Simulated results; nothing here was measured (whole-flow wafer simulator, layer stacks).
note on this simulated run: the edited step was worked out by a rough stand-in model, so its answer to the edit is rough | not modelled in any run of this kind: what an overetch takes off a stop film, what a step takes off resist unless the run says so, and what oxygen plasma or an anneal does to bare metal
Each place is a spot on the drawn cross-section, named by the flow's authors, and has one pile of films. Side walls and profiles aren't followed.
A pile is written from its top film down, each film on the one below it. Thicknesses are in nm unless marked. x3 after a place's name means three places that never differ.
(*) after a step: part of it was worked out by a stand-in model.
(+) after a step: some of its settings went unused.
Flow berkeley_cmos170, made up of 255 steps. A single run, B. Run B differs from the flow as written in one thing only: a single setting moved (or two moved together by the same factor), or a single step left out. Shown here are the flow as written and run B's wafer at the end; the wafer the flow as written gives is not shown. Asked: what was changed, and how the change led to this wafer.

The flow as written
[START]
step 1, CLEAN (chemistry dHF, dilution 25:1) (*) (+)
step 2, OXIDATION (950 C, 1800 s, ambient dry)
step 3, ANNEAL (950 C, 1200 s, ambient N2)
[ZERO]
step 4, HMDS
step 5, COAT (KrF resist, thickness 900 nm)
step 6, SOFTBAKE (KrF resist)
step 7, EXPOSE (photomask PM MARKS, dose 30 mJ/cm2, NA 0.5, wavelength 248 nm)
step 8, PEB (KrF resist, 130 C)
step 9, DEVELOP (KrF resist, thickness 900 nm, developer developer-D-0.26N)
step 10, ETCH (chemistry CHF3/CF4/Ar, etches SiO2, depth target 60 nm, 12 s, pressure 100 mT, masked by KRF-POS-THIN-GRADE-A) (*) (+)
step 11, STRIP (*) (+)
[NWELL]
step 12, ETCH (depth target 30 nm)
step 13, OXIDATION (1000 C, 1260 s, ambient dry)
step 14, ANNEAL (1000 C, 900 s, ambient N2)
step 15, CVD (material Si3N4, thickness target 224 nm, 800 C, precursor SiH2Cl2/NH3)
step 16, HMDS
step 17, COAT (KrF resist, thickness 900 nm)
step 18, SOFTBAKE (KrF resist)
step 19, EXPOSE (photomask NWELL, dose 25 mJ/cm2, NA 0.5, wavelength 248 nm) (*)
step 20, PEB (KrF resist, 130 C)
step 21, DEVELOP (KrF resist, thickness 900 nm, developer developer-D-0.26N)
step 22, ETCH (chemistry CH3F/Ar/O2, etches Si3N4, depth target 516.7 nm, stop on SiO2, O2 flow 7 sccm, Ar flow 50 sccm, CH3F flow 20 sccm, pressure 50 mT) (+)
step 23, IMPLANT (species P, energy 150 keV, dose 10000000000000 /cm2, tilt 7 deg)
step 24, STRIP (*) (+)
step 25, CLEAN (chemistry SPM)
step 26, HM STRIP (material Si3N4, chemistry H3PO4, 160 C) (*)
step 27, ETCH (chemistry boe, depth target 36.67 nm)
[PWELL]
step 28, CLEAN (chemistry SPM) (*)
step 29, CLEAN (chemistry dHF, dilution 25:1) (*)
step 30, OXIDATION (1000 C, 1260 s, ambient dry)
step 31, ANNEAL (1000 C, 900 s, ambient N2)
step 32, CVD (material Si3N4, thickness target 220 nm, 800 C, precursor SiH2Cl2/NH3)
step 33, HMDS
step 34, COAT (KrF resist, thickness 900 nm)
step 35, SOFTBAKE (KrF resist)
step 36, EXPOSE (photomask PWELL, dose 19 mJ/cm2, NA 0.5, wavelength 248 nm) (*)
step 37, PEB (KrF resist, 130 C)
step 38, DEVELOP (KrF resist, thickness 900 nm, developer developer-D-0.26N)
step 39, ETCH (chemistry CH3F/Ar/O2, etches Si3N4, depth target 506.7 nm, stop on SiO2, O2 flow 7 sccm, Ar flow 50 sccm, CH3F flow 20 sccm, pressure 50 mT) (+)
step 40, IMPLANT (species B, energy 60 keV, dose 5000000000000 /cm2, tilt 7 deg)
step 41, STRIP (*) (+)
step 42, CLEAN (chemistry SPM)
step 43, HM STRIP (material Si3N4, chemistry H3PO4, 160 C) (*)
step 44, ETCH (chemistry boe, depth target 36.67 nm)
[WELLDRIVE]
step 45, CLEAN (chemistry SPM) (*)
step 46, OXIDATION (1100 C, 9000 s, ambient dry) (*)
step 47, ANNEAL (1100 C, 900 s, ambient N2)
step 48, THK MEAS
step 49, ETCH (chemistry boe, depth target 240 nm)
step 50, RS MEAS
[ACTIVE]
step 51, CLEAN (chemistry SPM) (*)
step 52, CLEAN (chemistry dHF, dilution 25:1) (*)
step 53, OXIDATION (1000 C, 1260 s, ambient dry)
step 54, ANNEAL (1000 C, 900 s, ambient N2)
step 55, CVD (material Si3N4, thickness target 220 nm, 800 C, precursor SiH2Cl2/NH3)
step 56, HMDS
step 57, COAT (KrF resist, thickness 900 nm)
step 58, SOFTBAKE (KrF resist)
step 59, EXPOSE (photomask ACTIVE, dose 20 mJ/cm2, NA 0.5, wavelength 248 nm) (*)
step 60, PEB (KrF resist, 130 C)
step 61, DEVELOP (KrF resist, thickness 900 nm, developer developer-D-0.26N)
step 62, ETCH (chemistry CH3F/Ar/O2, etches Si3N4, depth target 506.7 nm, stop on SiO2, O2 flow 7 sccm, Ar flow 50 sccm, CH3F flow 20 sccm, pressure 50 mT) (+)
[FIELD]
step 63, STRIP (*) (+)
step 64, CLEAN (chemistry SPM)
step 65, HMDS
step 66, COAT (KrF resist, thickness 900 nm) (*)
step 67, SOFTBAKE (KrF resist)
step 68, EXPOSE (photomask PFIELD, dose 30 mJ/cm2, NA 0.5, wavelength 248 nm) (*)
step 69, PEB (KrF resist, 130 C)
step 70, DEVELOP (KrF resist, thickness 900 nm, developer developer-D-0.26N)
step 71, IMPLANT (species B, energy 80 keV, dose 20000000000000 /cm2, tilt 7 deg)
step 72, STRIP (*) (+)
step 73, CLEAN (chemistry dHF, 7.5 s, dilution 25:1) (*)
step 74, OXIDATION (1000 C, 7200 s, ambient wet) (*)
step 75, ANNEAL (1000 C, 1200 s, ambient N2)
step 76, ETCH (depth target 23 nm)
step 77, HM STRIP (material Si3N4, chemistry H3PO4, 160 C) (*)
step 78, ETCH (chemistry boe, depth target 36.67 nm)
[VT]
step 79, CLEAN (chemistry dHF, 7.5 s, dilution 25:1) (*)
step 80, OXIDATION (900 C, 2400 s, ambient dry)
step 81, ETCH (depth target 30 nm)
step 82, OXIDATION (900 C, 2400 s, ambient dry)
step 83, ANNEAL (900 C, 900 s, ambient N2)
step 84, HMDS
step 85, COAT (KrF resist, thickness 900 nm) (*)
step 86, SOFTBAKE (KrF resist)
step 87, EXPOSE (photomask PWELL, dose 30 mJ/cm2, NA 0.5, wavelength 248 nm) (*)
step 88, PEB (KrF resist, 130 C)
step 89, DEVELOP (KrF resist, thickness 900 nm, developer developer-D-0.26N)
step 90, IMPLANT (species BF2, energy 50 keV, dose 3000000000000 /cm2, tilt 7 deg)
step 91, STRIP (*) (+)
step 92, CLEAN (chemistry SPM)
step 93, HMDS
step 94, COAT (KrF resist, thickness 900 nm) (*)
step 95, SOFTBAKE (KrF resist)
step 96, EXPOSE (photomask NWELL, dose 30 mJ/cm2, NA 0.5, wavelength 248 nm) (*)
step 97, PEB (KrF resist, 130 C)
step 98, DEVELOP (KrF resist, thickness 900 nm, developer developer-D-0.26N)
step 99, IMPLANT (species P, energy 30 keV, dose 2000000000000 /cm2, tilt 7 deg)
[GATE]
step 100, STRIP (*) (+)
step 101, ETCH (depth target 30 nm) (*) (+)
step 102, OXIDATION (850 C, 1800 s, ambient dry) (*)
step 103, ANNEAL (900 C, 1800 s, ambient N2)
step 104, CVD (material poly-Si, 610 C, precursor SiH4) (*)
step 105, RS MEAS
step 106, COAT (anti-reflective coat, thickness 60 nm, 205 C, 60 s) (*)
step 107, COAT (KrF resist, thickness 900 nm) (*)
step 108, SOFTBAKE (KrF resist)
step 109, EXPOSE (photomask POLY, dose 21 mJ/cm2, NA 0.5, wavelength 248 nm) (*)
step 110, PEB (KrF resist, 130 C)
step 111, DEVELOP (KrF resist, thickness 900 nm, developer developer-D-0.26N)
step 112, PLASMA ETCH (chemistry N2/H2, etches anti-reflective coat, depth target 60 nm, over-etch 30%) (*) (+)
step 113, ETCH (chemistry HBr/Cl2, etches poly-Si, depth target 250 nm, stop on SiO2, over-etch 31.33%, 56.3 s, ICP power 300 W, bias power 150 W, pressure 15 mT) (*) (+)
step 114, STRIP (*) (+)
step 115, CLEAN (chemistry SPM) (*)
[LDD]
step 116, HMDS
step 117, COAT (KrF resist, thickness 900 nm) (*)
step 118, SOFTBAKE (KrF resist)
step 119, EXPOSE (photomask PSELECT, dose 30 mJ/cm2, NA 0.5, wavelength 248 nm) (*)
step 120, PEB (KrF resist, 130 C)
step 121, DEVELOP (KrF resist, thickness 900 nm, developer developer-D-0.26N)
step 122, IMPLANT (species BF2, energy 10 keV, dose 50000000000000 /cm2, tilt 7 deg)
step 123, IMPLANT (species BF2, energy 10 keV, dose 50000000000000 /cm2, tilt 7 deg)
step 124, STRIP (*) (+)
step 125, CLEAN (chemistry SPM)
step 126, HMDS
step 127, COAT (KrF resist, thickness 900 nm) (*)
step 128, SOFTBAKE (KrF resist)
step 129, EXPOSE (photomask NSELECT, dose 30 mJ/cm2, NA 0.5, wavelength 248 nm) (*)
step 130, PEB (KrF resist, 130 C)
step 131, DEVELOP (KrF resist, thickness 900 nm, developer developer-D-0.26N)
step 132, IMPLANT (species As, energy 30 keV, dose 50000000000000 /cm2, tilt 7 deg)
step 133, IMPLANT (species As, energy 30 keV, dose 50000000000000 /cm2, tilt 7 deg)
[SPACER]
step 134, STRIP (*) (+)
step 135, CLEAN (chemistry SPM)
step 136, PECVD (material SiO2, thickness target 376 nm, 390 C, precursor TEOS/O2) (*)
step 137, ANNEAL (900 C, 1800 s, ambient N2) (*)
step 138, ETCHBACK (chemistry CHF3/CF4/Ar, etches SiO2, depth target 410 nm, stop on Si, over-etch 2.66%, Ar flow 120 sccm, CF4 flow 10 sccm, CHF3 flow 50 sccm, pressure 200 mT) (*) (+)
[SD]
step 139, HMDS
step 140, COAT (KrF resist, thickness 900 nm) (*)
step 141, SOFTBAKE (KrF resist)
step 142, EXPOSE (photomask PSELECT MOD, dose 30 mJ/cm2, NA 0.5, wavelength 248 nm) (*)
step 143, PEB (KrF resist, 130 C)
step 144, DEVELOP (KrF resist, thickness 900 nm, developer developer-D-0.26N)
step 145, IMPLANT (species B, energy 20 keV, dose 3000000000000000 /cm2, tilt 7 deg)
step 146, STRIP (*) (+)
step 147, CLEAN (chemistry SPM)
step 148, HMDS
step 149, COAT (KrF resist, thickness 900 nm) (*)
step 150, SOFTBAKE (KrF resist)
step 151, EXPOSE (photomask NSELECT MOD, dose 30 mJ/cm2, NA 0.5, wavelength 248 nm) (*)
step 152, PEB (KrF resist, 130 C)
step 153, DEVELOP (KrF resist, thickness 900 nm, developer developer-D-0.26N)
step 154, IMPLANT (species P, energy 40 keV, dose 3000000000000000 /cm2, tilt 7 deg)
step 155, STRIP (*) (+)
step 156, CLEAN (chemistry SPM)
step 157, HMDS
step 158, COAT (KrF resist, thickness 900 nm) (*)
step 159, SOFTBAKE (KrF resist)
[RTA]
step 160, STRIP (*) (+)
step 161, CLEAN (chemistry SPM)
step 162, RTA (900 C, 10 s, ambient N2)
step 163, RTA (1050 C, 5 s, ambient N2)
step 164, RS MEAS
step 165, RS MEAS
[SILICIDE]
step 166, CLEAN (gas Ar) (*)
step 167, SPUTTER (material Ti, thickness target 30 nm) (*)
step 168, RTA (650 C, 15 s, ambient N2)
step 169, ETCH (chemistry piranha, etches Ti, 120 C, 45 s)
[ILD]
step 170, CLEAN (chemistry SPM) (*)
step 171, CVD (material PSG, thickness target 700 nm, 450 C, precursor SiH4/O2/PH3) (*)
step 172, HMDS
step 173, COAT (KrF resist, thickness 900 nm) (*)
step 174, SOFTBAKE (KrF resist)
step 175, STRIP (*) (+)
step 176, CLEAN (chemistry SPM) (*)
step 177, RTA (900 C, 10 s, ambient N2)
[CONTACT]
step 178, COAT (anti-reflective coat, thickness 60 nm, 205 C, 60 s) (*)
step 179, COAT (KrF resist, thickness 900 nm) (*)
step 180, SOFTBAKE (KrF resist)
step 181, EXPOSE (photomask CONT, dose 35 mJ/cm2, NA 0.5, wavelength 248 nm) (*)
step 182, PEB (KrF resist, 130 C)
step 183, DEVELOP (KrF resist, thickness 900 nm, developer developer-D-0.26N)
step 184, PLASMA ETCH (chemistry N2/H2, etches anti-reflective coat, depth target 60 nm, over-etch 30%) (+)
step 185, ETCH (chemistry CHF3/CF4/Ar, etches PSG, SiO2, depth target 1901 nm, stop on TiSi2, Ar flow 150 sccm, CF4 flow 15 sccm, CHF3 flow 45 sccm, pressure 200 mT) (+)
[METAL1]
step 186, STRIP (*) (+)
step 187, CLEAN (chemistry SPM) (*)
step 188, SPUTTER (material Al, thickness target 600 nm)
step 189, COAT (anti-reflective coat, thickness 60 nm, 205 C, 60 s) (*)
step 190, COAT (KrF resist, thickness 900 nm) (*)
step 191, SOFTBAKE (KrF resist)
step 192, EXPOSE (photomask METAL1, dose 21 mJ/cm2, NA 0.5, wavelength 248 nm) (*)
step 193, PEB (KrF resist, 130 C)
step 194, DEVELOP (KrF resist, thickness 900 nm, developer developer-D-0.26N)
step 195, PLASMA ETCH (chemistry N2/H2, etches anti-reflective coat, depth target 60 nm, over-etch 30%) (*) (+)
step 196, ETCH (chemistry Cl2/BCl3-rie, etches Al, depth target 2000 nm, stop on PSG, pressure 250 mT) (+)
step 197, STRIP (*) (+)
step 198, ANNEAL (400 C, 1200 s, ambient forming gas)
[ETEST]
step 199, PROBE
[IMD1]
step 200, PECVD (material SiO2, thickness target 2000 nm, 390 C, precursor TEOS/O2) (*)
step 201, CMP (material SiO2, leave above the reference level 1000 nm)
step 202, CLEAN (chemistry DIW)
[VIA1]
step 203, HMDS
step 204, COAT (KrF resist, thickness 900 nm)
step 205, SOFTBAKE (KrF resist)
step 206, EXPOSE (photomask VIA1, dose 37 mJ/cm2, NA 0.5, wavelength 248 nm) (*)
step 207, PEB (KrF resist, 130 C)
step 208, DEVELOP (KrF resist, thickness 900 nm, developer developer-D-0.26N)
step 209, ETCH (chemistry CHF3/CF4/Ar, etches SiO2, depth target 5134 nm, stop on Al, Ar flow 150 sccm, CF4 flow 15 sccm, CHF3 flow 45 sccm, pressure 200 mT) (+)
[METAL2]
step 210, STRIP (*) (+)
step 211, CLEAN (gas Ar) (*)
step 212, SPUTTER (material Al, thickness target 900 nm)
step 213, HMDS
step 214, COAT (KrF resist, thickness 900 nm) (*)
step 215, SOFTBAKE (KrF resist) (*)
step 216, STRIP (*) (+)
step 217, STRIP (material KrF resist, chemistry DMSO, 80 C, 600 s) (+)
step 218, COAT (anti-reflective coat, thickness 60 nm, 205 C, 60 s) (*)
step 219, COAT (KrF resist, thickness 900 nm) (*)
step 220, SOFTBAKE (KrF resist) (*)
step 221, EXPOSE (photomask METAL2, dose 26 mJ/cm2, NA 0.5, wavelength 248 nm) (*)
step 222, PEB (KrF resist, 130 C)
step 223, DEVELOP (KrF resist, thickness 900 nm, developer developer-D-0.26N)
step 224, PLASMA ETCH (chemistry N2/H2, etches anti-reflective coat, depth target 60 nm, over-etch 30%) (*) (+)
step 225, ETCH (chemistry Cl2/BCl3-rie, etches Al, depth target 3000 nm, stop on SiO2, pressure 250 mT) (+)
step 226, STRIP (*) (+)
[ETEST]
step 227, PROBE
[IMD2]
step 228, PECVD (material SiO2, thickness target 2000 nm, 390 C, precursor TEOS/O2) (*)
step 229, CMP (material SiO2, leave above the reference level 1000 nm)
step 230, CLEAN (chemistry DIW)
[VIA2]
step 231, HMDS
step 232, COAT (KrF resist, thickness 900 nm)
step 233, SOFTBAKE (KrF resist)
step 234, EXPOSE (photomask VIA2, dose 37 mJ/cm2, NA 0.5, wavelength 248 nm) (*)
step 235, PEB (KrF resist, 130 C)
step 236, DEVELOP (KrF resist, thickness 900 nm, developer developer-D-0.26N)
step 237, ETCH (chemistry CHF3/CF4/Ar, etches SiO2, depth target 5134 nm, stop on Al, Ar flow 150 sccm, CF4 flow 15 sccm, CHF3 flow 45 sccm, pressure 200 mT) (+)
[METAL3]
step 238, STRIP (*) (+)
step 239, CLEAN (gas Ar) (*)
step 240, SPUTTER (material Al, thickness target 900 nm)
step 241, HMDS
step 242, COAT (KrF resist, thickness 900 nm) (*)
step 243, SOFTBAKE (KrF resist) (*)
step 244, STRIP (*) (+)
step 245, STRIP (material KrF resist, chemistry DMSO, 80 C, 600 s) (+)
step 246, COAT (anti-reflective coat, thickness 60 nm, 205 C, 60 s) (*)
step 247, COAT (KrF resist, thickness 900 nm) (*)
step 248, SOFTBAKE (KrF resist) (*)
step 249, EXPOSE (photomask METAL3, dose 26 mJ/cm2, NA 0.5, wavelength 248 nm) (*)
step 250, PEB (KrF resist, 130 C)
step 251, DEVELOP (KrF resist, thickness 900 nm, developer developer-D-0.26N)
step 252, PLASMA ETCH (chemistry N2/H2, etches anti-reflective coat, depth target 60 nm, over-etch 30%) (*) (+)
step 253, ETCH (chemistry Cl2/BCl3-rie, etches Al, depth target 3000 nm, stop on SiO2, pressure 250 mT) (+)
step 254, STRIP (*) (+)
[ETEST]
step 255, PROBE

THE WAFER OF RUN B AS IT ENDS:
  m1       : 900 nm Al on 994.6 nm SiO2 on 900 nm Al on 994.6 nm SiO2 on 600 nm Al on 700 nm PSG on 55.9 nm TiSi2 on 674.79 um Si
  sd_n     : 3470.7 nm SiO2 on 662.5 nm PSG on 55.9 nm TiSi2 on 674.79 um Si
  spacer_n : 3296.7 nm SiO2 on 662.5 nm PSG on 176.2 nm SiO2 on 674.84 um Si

What caused this: step 46, OXIDATION: 10800 s was run, though the flow has 9000 s.

Step by step, how the change led to this:
  step 46, OXIDATION (1100 C, 9000 s, ambient dry) (*)
      field, sd_n, spacer_n and 9 more: SiO2 gains 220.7 (new film), chemical SiO2 loses 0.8 (all of it), Si loses 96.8 (it would be, as written: SiO2 gains 197.7 (new film), chemical SiO2 loses 0.8 (all of it), Si loses 86.6)
  step 49, ETCH (chemistry boe, depth target 240 nm)
      field, sd_n, spacer_n and 9 more: SiO2 loses 220.7 (all of it) (it would be, as written: SiO2 loses 197.7 (all of it))
